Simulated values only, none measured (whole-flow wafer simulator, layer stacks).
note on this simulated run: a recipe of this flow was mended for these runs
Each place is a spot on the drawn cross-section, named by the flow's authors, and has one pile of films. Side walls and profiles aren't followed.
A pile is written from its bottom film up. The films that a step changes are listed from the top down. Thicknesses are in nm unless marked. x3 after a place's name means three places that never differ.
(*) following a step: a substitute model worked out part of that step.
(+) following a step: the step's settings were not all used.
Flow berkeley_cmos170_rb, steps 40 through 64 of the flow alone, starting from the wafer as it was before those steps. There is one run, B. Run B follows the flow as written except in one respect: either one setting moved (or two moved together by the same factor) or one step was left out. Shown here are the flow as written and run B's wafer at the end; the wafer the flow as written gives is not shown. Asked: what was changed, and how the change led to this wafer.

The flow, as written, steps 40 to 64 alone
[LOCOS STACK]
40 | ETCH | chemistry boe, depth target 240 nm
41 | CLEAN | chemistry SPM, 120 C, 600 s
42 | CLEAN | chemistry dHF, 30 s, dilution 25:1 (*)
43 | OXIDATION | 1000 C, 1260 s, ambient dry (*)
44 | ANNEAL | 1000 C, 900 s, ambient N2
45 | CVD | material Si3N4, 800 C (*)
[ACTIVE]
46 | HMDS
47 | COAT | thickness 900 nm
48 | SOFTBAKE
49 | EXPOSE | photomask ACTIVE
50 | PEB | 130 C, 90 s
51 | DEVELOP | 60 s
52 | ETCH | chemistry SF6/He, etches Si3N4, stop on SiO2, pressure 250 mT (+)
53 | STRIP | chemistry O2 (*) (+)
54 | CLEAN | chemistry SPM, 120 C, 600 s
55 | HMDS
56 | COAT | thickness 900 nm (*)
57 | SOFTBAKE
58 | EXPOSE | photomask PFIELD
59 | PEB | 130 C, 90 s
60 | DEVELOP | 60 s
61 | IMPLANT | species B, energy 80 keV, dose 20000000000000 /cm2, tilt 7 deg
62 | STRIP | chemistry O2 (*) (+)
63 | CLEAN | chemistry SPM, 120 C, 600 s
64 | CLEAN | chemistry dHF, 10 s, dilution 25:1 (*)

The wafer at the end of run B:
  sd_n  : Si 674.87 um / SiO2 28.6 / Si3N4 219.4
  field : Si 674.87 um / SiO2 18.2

Cause: step 43, OXIDATION: 1008 C was run, though the flow has 1000 C.

The path from the change to this, step by step:
  43 | OXIDATION | 1000 C, 1260 s, ambient dry (*)
      field, sd_n, spacer_n and 6 more: SiO2 gains 28.6 (new film), Si loses 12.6 (it would be, as written: SiO2 gains 26.6 (new film), Si loses 11.7)
